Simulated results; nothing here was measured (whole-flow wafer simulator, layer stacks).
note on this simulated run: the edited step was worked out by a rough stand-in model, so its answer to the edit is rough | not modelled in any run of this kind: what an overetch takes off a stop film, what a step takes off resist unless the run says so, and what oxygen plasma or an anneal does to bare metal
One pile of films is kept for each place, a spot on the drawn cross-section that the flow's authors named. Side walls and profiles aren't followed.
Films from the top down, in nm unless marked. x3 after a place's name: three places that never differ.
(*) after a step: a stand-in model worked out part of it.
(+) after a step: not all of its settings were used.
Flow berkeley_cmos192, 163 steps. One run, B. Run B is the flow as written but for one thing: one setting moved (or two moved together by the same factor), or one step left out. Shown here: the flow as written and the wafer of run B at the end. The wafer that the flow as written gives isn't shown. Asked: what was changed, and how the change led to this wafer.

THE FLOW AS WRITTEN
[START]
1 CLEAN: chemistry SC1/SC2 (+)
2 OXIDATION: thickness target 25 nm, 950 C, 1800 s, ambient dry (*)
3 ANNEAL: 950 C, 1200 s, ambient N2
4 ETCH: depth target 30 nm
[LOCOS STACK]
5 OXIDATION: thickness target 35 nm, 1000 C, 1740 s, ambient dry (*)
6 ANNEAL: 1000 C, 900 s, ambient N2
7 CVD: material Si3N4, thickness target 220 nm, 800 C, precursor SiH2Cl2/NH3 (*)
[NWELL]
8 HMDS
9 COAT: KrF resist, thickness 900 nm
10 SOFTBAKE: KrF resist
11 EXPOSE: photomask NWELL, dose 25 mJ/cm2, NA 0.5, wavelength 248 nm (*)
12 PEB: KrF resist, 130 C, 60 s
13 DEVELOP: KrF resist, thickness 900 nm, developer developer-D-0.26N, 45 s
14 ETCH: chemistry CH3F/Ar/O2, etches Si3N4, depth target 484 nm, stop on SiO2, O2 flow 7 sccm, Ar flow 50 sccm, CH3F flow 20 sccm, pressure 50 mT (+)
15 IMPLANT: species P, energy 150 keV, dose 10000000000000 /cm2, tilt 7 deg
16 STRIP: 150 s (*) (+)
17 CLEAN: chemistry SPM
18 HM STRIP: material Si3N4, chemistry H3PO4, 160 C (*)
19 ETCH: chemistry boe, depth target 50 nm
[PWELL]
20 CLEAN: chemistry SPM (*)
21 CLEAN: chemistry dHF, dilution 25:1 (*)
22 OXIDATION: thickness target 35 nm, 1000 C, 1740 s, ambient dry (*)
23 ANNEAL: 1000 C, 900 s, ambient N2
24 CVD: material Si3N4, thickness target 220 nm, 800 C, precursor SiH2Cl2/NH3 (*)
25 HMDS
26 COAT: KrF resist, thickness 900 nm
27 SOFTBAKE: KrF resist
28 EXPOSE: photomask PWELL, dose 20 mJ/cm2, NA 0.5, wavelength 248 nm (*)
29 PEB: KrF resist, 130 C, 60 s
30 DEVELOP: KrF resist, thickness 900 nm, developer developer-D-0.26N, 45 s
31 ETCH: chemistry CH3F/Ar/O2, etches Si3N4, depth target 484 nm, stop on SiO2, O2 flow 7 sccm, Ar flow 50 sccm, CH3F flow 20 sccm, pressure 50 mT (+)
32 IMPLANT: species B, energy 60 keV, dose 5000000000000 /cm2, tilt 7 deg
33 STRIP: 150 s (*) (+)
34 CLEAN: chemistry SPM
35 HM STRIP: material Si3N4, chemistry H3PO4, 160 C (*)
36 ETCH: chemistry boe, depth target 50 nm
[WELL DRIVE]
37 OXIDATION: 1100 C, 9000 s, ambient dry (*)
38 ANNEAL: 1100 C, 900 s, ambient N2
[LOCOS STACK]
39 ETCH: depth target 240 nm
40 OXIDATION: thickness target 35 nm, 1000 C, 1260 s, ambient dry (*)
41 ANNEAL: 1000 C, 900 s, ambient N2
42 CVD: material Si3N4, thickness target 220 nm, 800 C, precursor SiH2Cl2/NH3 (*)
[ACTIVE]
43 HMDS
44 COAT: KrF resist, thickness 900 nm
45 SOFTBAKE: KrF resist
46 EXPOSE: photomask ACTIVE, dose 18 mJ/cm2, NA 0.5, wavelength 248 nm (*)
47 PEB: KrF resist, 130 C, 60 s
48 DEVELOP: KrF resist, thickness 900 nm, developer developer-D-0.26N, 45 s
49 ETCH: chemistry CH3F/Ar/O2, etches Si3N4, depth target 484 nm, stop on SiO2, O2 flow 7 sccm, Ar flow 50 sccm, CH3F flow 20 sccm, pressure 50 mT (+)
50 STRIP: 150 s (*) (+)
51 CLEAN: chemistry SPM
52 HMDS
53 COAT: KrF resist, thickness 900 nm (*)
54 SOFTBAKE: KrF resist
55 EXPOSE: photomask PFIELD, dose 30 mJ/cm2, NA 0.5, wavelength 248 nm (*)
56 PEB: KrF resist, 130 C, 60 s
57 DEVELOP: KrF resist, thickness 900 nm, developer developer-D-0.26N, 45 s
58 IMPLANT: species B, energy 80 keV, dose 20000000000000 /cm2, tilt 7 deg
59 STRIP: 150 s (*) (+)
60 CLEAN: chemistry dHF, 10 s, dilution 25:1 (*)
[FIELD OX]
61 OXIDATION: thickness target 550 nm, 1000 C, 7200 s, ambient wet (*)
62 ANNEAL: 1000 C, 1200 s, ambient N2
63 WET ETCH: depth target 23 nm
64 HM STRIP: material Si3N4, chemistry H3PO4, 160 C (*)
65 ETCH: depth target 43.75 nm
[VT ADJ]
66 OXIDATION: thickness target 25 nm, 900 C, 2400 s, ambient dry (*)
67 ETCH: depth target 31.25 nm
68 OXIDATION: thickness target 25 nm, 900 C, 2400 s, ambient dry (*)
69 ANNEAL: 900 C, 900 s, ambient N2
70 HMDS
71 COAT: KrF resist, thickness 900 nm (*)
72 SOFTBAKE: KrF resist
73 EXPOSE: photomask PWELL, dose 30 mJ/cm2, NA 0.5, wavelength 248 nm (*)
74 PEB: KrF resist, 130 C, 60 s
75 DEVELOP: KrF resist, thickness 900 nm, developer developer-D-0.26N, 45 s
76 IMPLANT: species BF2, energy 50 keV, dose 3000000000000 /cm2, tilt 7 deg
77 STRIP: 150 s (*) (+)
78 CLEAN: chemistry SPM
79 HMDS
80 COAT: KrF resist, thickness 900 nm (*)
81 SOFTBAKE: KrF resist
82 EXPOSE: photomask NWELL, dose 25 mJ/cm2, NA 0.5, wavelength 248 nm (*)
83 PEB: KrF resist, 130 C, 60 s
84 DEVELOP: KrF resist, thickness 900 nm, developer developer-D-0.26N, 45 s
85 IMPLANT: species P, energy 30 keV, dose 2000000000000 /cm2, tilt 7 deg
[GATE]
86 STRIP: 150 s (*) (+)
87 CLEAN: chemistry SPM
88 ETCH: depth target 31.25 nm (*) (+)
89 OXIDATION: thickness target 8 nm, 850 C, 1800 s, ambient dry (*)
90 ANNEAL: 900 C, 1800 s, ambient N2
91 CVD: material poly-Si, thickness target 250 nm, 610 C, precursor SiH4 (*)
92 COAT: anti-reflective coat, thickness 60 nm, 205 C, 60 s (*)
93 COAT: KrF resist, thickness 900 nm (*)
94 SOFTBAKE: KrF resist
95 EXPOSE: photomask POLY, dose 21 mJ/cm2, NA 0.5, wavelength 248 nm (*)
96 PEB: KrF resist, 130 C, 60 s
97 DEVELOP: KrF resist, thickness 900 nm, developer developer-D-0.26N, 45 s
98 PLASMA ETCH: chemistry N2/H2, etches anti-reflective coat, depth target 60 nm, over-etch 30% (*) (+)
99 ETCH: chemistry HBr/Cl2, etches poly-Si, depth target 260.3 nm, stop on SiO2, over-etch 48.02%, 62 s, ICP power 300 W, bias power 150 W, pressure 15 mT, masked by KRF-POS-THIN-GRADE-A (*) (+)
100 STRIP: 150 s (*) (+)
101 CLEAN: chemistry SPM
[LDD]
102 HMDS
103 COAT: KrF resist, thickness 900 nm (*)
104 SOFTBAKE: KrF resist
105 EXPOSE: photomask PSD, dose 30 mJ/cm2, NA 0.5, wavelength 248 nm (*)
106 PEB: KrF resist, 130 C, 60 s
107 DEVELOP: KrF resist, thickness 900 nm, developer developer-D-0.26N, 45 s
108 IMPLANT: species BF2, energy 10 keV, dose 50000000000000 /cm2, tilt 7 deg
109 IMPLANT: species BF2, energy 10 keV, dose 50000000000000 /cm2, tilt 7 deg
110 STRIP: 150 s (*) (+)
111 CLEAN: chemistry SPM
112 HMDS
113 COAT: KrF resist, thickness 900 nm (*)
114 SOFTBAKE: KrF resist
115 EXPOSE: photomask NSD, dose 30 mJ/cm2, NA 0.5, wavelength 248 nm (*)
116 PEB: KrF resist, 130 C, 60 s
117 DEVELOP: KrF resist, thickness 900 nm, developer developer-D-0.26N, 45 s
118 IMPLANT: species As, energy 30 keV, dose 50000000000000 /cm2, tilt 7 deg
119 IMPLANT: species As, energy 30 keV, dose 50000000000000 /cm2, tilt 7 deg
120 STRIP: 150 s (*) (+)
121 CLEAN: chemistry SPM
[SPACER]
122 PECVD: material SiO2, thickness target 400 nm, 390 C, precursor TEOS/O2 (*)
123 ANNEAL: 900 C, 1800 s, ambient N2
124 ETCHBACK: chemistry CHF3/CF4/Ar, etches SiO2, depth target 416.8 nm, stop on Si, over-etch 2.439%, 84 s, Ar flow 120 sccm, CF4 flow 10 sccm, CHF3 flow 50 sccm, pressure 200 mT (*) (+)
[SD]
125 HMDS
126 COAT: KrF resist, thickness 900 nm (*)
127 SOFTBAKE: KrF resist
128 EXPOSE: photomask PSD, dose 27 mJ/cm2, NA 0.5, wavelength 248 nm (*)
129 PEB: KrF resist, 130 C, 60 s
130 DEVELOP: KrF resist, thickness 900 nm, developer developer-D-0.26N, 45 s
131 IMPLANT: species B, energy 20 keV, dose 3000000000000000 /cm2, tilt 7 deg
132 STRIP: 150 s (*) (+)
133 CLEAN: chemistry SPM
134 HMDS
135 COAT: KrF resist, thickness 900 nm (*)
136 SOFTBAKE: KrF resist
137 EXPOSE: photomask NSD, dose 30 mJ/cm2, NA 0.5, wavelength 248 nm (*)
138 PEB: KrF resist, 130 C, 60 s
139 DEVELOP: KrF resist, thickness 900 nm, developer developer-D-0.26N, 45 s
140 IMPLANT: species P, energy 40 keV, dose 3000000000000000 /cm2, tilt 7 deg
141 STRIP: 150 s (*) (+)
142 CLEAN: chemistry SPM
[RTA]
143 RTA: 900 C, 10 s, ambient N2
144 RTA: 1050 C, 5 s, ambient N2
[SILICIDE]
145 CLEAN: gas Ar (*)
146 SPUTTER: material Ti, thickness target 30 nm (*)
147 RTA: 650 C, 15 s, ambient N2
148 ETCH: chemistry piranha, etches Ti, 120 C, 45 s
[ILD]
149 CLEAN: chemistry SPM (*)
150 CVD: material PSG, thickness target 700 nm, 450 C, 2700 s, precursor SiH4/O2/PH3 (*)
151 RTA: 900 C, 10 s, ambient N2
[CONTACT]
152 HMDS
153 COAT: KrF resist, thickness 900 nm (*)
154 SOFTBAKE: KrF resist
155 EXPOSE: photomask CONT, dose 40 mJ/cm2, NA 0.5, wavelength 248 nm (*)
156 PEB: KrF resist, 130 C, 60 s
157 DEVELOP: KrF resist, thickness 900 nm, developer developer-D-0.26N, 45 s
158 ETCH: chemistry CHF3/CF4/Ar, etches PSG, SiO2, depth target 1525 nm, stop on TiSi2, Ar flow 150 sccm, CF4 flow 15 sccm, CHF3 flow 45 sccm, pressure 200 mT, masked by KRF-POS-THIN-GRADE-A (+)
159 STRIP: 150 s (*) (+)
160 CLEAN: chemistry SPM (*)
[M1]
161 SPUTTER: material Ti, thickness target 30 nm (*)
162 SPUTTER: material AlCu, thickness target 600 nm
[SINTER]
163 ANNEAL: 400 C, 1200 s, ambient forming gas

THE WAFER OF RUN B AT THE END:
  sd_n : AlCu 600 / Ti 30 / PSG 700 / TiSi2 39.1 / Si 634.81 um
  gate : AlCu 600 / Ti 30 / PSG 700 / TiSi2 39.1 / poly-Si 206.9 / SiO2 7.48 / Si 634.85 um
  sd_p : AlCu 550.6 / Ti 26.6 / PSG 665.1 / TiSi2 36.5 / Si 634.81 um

The cause: step 146, SPUTTER: thickness target 21 nm was run, where the flow has thickness target 30 nm.

How the change led to this, step by step:
  146 SPUTTER: material Ti, thickness target 30 nm (*)
      field, sd_n, spacer_n, gate, spacer_p, gate_p, contact, m1: Ti +21 (new film) (as written it would be: Ti +30 (new film))
      sd_p: Ti +19.6 (new film) (as written it would be: Ti +28 (new film))
  147 RTA: 650 C, 15 s, ambient N2
      sd_n, contact, m1: Ti -16.4, TiSi2 C49 +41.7 (new film), Si -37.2 (as written it would be: Ti -23.4, TiSi first +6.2 (new film), TiSi2 C49 +50.3 (new film), Si -49)
      gate, gate_p: Ti -16.4, TiSi2 C49 +41.7 (new film), poly-Si -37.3 (as written it would be: Ti -23.4, TiSi first +6.2 (new film), TiSi2 C49 +50.3 (new film), poly-Si -49.2)
      (and at 1 more place)
  148 ETCH: chemistry piranha, etches Ti, 120 C, 45 s
      sd_n, gate, gate_p, contact, m1: Ti -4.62 (all of it), TiSi2 C49 -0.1 (as written it would be: Ti -6.6 (all of it), TiSi first -0.1)
      sd_p: Ti -4.32 (all of it), TiSi2 C49 -0.11 (as written it would be: Ti -6.17 (all of it), TiSi first -0.1)
      (and at 3 more places)
  151 RTA: 900 C, 10 s, ambient N2
      sd_n, contact, m1: under 1 film: TiSi2 +39.1 (new film), TiSi2 C49 -41.6 (all of it) (as written it would be: under 1 film: TiSi2 +55.9 (new film), TiSi first -6.09 (all of it), TiSi2 C49 -50.3 (all of it), Si -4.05)
      gate, gate_p: under 1 film: TiSi2 +39.1 (new film), TiSi2 C49 -41.6 (all of it) (as written it would be: under 1 film: TiSi2 +55.9 (new film), TiSi first -6.09 (all of it), TiSi2 C49 -50.3 (all of it), poly-Si -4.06)
      (and at 1 more place)
